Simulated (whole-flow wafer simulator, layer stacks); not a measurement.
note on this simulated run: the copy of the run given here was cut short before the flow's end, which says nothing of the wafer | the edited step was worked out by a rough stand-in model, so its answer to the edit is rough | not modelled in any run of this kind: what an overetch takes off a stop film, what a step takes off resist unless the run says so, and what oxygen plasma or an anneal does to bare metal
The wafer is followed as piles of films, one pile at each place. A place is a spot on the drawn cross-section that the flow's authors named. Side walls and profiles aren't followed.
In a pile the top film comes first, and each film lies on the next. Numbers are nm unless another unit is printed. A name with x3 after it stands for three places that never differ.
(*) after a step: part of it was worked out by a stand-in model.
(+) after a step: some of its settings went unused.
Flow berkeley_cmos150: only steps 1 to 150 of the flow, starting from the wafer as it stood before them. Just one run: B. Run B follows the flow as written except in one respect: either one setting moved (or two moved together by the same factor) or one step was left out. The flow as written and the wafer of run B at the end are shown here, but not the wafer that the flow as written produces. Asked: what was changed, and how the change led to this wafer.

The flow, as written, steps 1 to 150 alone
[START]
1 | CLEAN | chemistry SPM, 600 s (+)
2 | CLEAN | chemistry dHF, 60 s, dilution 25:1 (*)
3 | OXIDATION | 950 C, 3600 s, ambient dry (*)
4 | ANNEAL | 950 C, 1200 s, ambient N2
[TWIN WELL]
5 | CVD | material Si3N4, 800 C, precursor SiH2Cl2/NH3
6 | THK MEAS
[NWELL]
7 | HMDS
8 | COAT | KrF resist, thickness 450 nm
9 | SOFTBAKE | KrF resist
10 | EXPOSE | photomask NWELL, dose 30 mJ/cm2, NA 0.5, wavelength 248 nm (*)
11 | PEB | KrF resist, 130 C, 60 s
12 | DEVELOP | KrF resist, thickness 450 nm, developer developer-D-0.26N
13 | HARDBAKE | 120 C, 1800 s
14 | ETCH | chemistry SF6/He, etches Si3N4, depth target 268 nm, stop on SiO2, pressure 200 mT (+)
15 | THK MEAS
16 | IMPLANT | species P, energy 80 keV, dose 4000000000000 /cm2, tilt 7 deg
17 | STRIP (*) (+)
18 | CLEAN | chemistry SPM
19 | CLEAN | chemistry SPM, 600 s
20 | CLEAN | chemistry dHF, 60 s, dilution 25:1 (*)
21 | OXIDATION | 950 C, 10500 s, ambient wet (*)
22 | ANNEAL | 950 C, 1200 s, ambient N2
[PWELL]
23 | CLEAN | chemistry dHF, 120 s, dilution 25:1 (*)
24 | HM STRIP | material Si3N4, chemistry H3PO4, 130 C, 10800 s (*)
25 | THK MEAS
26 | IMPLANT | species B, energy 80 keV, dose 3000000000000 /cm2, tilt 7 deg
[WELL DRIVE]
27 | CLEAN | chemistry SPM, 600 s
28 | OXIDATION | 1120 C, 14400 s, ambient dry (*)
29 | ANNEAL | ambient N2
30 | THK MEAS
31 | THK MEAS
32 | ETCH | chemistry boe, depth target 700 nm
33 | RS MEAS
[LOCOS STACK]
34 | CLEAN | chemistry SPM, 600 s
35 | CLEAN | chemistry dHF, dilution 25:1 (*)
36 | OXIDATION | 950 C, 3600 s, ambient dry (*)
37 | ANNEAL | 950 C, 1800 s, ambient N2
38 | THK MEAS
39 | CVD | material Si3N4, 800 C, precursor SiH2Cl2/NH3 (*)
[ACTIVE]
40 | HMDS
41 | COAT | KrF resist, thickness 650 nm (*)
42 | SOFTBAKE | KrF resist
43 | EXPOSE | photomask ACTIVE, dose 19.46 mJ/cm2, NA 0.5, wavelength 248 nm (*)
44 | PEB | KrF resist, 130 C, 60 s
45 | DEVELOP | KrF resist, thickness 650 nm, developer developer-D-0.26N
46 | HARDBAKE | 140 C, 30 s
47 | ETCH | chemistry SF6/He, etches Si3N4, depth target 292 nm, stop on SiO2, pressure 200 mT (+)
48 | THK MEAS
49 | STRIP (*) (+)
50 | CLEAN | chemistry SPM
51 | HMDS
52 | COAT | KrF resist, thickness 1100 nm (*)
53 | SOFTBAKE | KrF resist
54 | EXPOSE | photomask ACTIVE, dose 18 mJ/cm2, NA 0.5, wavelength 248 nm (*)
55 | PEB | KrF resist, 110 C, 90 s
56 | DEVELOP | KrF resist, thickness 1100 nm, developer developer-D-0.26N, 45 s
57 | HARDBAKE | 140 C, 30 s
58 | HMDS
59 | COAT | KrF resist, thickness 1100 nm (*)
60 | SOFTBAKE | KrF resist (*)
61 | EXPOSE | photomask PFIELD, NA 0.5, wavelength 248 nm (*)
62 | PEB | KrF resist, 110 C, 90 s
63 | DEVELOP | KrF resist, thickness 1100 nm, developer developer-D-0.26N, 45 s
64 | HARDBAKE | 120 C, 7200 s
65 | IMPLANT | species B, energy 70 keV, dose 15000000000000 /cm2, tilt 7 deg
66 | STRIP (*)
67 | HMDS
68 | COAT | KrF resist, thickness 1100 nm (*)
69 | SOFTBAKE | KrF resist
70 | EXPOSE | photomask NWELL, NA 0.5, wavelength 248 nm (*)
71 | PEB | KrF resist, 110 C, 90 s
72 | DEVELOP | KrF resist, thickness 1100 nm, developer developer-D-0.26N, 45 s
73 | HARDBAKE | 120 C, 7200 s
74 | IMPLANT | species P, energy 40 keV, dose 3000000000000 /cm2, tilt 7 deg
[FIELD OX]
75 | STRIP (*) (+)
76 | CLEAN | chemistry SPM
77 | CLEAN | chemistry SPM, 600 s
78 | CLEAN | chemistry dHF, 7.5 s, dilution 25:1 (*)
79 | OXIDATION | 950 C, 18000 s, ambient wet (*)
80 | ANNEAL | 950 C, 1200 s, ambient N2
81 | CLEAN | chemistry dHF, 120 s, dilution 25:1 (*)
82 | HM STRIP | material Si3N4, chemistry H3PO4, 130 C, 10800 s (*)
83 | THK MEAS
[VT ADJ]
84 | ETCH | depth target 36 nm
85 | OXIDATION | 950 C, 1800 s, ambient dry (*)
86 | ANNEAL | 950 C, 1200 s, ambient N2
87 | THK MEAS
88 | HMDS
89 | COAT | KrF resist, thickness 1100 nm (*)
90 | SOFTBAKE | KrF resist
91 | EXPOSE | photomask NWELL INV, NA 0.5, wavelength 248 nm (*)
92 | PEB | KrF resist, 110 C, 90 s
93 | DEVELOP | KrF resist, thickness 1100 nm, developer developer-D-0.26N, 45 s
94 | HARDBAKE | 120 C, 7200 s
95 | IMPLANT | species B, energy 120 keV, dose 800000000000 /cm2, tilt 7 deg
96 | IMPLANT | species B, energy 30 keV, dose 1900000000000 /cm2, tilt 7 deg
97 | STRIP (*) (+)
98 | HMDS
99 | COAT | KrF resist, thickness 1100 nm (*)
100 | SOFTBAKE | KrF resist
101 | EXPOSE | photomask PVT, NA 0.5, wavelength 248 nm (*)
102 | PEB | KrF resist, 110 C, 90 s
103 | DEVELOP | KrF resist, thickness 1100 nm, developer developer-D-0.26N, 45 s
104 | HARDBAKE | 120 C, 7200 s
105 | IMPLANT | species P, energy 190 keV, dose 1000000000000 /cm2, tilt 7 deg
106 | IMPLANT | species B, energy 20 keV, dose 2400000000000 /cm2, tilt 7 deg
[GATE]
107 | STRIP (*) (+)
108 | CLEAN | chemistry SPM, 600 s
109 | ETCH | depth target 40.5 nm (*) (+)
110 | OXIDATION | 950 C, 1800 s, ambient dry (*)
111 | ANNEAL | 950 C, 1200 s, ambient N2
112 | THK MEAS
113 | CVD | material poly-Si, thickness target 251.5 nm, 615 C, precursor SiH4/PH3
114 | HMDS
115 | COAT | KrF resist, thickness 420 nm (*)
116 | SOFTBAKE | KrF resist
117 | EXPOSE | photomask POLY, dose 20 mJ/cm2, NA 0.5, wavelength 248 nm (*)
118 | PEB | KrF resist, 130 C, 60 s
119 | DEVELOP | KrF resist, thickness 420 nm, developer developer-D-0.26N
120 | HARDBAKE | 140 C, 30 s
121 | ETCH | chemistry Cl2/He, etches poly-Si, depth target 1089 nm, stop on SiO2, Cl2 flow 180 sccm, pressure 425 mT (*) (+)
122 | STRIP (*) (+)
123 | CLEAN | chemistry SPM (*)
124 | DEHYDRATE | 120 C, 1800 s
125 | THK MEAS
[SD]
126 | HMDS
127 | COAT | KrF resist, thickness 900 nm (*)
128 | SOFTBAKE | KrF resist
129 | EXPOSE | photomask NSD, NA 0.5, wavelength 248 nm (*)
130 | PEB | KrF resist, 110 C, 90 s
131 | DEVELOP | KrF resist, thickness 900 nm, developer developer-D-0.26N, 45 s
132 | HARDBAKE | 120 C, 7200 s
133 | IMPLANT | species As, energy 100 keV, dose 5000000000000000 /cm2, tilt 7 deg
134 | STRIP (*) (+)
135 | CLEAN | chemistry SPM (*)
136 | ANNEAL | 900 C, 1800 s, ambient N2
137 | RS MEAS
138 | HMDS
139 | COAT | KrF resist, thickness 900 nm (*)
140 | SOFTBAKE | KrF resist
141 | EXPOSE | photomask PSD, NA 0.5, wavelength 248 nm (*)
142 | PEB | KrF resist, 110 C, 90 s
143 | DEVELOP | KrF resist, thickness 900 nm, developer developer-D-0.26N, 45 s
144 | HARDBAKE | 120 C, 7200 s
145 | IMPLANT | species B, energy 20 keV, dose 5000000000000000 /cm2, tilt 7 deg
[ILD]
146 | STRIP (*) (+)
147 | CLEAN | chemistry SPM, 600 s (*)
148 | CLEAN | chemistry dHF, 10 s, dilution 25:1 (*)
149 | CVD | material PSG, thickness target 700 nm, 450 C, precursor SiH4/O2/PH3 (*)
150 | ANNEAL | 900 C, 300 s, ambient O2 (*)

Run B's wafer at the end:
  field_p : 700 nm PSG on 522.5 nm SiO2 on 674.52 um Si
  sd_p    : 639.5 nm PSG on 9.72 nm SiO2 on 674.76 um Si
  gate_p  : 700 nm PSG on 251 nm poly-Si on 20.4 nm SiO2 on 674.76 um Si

The reason: step 21, OXIDATION: 902 C was run, while the flow as written has 950 C.

The path from the change to this, step by step:
  21 | OXIDATION | 950 C, 10500 s, ambient wet (*)
      field, sd_n, gate_n, contact, m1: +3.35 SiO2 (new film), -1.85 Si3N4 (as written it would have been: +7.45 SiO2 (new film), -4.11 Si3N4)
      field_p, sd_p, gate_p: +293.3 SiO2, -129 Si (as written it would have been: +461.2 SiO2, -202.9 Si)
  23 | CLEAN | chemistry dHF, 120 s, dilution 25:1 (*)
      field, sd_n, gate_n, contact, m1: -3.35 SiO2 (all of it), -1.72 Si3N4 (as written it would have been: -7.45 SiO2 (all of it), -1.36 Si3N4)
  28 | OXIDATION | 1120 C, 14400 s, ambient dry (*)
      field_p, sd_p, gate_p: +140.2 SiO2, -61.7 Si (as written it would have been: +103.6 SiO2, -45.6 Si)
  32 | ETCH | chemistry boe, depth target 700 nm
      field_p, sd_p, gate_p: -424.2 SiO2 (all of it) (as written it would have been: -555.5 SiO2 (all of it))
  41 | COAT | KrF resist, thickness 650 nm (*)
      field: +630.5 KrF resist (new film) (as written it would have been: +646.4 KrF resist (new film))
      field_p: +687.1 KrF resist (new film) (as written it would have been: +715.2 KrF resist (new film))
      (as well as at 2 more places)
  45 | DEVELOP | KrF resist, thickness 650 nm, developer developer-D-0.26N
      field: -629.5 KrF resist (all of it) (as written it would have been: -645.4 KrF resist (all of it))
      field_p: -686 KrF resist (all of it) (as written it would have been: -714.1 KrF resist (all of it))
  46 | HARDBAKE | 140 C, 30 s
      sd_p: -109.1 KrF resist (as written it would have been: -112.2 KrF resist)
      gate_p: -108.7 KrF resist (as written it would have been: -111.5 KrF resist)
  49 | STRIP (*) (+)
      sd_p: -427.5 KrF resist (all of it) (as written it would have been: -442.9 KrF resist (all of it))
      gate_p: -425.4 KrF resist (all of it) (as written it would have been: -439.2 KrF resist (all of it))
  52 | COAT | KrF resist, thickness 1100 nm (*)
      field_p: +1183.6 KrF resist (new film) (as written it would have been: +1219.5 KrF resist (new film))
      sd_p: +1082.6 KrF resist (new film) (as written it would have been: +1111.6 KrF resist (new film))
      (as well as at 1 more place)
  56 | DEVELOP | KrF resist, thickness 1100 nm, developer developer-D-0.26N, 45 s
      field_p: -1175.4 KrF resist (all of it) (as written it would have been: -1211 KrF resist (all of it))
  57 | HARDBAKE | 140 C, 30 s
      sd_p: -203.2 KrF resist (as written it would have been: -208.8 KrF resist)
      gate_p: -204.3 KrF resist (as written it would have been: -209.5 KrF resist)
  59 | COAT | KrF resist, thickness 1100 nm (*)
      field_p: +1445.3 KrF resist (new film) (as written it would have been: +1484.3 KrF resist (new film))
  64 | HARDBAKE | 120 C, 7200 s
      field_p: -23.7 KrF resist (as written it would have been: -24.4 KrF resist)
  66 | STRIP (*)
      field_p: -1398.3 KrF resist (all of it) (as written it would have been: -1436.3 KrF resist (all of it))
      sd_p: -1489.4 KrF resist (all of it) (as written it would have been: -1525.1 KrF resist (all of it))
      (as well as at 1 more place)
  68 | COAT | KrF resist, thickness 1100 nm (*)
      field_p: +1183.6 KrF resist (new film) (as written it would have been: +1219.5 KrF resist (new film))
      sd_p: +1082.6 KrF resist (new film) (as written it would have been: +1111.6 KrF resist (new film))
      (as well as at 1 more place)
  72 | DEVELOP | KrF resist, thickness 1100 nm, developer developer-D-0.26N, 45 s
      field_p: -1175.4 KrF resist (all of it) (as written it would have been: -1211 KrF resist (all of it))
      sd_p: -1075.1 KrF resist (all of it) (as written it would have been: -1103.9 KrF resist (all of it))
      (as well as at 1 more place)
  ... 15 further steps ...
  146 | STRIP (*) (+)
      field_p: -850 KrF resist (all of it) (as written it would have been: -882.7 KrF resist (all of it))
